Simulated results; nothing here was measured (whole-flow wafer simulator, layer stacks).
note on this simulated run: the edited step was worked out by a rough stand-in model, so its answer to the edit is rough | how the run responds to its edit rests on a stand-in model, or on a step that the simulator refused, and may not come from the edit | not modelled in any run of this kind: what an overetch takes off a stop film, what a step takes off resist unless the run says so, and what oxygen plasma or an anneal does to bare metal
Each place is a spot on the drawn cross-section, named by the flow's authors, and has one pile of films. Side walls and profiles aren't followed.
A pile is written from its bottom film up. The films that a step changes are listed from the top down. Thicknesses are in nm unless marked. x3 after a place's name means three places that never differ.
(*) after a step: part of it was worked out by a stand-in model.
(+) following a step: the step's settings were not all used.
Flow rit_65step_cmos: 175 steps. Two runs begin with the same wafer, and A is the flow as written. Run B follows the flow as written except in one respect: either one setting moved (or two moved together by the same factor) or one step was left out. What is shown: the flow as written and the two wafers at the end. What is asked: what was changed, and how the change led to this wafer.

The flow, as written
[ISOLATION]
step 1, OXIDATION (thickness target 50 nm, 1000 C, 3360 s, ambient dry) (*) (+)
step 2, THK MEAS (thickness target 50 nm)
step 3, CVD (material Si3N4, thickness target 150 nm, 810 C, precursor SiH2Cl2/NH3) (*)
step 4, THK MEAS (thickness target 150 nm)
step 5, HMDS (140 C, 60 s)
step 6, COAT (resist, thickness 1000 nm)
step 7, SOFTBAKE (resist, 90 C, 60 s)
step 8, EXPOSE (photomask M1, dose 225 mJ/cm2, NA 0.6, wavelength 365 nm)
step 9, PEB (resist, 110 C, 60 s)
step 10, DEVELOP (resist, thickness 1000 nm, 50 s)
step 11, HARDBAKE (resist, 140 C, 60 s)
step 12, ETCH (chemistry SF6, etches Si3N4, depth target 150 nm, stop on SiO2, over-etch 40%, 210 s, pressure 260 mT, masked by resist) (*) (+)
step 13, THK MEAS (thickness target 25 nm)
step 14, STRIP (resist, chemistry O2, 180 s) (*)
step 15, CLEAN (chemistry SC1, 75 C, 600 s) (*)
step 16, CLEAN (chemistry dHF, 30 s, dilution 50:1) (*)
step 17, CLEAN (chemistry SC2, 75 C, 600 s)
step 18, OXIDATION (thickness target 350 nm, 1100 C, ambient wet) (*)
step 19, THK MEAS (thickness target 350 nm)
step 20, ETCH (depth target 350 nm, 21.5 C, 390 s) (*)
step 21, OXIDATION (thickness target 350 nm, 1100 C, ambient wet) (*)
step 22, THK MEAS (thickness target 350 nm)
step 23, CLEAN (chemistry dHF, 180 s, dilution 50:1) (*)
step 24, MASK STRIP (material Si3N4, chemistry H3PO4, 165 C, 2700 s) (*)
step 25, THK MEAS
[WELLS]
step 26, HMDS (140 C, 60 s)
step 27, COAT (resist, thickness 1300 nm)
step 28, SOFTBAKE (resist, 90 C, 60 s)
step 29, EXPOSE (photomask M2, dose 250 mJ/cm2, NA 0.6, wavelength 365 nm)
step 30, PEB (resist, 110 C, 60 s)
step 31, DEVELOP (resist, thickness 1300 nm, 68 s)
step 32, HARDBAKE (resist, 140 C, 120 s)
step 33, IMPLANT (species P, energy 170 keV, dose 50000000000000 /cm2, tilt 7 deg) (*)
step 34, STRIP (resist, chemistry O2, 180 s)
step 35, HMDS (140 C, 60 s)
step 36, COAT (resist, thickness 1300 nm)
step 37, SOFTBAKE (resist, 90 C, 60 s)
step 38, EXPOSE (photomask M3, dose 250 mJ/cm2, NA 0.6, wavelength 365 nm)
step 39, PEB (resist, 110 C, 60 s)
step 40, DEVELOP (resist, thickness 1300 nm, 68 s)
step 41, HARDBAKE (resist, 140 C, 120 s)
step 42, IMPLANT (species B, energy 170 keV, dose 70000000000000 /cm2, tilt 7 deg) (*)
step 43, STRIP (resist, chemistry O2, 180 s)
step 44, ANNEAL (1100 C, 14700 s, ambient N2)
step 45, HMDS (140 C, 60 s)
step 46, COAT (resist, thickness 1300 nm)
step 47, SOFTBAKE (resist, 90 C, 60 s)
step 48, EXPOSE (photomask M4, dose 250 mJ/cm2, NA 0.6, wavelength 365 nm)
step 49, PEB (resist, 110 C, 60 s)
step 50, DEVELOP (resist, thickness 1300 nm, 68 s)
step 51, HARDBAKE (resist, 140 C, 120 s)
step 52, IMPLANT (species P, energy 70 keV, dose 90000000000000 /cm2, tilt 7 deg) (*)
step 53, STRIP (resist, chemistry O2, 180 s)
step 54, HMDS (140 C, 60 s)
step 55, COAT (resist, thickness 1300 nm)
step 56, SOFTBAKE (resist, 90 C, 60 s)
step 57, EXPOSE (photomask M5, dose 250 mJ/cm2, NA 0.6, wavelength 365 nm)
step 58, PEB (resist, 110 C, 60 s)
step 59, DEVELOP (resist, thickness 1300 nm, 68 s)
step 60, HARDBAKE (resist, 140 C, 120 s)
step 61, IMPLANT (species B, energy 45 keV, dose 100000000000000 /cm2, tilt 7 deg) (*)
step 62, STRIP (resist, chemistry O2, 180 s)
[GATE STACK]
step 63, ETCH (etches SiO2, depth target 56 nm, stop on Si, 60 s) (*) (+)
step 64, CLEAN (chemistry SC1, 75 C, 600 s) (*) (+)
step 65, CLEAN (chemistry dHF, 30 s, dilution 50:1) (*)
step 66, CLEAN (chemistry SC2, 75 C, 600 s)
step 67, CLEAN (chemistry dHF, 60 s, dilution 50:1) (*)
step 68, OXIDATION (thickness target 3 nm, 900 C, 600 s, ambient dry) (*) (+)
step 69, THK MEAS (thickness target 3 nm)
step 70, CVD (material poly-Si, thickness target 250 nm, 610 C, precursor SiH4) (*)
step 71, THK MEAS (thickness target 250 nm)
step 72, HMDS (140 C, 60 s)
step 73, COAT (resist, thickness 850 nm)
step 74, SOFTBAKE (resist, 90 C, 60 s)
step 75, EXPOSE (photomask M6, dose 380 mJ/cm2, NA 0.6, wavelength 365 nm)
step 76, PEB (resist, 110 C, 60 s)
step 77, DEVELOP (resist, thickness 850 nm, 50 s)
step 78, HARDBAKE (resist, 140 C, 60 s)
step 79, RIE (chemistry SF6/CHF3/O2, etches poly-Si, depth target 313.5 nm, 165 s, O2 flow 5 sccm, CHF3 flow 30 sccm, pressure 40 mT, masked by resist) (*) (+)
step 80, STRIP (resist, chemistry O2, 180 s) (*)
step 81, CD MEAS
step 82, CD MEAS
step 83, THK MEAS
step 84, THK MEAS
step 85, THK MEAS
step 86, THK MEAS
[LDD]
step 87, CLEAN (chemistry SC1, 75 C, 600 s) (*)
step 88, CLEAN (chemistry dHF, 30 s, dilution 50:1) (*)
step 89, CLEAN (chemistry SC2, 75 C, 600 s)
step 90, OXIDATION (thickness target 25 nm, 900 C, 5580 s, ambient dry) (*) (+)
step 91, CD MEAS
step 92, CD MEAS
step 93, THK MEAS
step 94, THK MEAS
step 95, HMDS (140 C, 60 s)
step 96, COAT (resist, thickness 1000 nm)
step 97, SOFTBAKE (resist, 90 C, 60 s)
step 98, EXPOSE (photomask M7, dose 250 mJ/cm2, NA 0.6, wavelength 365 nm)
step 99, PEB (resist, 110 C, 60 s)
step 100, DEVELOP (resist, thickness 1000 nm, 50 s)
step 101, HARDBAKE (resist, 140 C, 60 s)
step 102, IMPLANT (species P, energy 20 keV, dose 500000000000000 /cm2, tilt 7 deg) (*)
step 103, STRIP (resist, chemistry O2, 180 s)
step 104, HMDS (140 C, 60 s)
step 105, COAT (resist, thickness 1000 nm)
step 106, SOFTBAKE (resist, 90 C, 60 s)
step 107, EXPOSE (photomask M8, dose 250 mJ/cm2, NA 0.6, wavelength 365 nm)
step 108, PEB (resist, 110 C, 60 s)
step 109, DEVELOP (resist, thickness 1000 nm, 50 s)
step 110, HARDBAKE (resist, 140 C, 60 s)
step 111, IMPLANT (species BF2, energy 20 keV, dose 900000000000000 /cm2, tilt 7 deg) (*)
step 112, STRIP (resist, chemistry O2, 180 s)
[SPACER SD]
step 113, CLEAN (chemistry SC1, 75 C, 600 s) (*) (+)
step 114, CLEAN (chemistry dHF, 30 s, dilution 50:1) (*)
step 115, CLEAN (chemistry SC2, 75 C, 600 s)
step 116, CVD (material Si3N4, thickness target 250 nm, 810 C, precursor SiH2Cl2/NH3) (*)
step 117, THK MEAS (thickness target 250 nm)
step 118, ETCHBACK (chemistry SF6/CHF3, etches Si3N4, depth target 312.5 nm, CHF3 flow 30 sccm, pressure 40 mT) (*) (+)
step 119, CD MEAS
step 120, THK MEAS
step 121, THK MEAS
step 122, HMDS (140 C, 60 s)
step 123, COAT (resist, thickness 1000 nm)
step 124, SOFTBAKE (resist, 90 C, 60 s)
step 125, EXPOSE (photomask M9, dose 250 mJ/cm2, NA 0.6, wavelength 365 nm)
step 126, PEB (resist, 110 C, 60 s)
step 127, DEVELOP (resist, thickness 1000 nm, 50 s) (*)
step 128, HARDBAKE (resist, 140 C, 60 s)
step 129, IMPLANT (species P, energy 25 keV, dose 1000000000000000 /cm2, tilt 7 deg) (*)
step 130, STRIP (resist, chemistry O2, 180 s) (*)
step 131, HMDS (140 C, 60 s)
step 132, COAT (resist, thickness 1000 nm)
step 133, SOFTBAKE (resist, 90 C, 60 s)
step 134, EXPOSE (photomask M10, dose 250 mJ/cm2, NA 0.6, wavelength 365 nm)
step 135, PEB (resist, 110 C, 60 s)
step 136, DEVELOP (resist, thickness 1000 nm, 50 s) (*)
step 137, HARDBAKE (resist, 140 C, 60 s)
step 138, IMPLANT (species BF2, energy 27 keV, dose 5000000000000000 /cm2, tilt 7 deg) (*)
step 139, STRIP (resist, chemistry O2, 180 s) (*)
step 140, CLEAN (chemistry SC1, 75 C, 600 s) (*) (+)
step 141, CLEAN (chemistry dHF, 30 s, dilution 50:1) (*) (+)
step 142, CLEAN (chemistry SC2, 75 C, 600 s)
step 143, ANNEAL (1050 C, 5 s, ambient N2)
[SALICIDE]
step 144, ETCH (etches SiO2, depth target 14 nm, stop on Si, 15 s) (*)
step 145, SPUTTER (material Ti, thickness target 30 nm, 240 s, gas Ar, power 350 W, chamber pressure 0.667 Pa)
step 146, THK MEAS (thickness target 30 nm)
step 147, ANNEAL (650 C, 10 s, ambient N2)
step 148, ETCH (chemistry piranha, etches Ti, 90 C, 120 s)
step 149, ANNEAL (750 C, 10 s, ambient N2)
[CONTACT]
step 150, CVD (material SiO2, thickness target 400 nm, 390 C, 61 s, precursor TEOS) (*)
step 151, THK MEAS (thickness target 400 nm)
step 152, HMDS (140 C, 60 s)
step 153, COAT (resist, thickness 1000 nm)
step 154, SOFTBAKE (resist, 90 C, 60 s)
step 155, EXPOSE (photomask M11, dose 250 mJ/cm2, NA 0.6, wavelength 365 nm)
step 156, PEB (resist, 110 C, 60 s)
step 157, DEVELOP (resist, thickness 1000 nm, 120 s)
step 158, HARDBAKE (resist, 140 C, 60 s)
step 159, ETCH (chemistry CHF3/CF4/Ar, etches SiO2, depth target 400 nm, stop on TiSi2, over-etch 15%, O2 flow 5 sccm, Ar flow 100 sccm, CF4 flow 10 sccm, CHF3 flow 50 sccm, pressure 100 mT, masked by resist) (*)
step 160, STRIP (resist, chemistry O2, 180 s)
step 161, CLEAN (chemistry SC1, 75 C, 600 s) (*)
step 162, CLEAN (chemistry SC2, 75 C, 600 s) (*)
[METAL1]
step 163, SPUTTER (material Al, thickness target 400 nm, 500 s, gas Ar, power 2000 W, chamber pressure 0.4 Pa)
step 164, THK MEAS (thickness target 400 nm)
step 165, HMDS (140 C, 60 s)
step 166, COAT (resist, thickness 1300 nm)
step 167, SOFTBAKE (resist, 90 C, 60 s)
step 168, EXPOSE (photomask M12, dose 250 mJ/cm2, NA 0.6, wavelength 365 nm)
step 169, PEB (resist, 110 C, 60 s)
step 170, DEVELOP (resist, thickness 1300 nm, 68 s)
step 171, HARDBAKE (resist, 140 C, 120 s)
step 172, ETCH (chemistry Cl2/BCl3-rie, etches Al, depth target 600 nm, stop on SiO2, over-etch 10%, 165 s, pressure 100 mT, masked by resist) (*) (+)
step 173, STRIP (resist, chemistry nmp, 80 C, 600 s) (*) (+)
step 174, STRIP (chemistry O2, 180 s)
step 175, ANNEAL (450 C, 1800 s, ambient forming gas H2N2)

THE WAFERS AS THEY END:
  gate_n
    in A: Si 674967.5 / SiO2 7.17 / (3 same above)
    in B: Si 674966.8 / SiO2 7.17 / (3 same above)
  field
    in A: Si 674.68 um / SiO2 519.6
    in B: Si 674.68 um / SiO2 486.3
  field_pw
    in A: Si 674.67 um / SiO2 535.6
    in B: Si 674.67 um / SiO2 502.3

Cause: step 63, ETCH: 96 s was run, while the flow as written has 60 s.

How this came from the change, step by step:
  step 63, ETCH (etches SiO2, depth target 56 nm, stop on Si, 60 s) (*) (+)
      gate_n, gate_p, spacer, spacer_p, sd_n, sd_p, contact, m1: A -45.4 SiO2 (all of it), -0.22 Si | B -45.4 SiO2 (all of it), -0.9 Si
      field, field_pw, field_nw, field_p: A -56 SiO2 | B -89.6 SiO2
      (and at 2 other places as well)
  step 65, CLEAN (chemistry dHF, 30 s, dilution 50:1) (*)
      field_nw, field_p: A -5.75 SiO2 | B -4.96 SiO2
  step 67, CLEAN (chemistry dHF, 60 s, dilution 50:1) (*)
      field_nw, field_p: A -11.3 SiO2 | B -9.31 SiO2
  step 73, COAT (resist, thickness 850 nm)
      field: A +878 resist (new film) | B +902.7 resist (new film)
      field_p: A +884.6 resist (new film) | B +906.2 resist (new film)
  step 76, PEB (resist, 110 C, 60 s)
      field: A -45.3 resist | B -46.7 resist
      field_p: A -45.7 resist | B -46.9 resist
  step 77, DEVELOP (resist, thickness 850 nm, 50 s)
      field: A -832.7 resist (all of it) | B -856 resist (all of it)
      field_p: A -838.9 resist (all of it) | B -859.3 resist (all of it)
  step 90, OXIDATION (thickness target 25 nm, 900 C, 5580 s, ambient dry) (*) (+)
      field, field_pw: A +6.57 SiO2, -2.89 Si | B +7.24 SiO2, -3.19 Si
      field_nw, field_p: A +6.7 SiO2, -2.95 Si | B +7.33 SiO2, -3.23 Si
  step 96, COAT (resist, thickness 1000 nm)
      field: A +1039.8 resist (new film) | B +1063.9 resist (new film)
  step 99, PEB (resist, 110 C, 60 s)
      field: A -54 resist | B -55.4 resist
      field_p: A -54.4 resist | B -55.6 resist
  step 100, DEVELOP (resist, thickness 1000 nm, 50 s)
      field: A -985.8 resist (all of it) | B -1008.5 resist (all of it)
  step 101, HARDBAKE (resist, 140 C, 60 s)
      field_p: A -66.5 resist | B -68.3 resist
  step 105, COAT (resist, thickness 1000 nm)
      field: A +1039.8 resist (new film) | B +1063.9 resist (new film)
  step 108, PEB (resist, 110 C, 60 s)
      field: A -54 resist | B -55.4 resist
      field_p: A -54.4 resist | B -55.6 resist
  step 110, HARDBAKE (resist, 140 C, 60 s)
      field: A -66.1 resist | B -68.1 resist
  step 112, STRIP (resist, chemistry O2, 180 s)
      field: A -919.7 resist (all of it) | B -940.4 resist (all of it)
  step 123, COAT (resist, thickness 1000 nm)
      field: A +1066.4 resist (new film) | B +1092.2 resist (new film)
      field_p: A +1073.5 resist (new film) | B +1096.2 resist (new film)
  ... 13 further steps ...
  step 169, PEB (resist, 110 C, 60 s)
      field: A -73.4 resist | B -74.9 resist
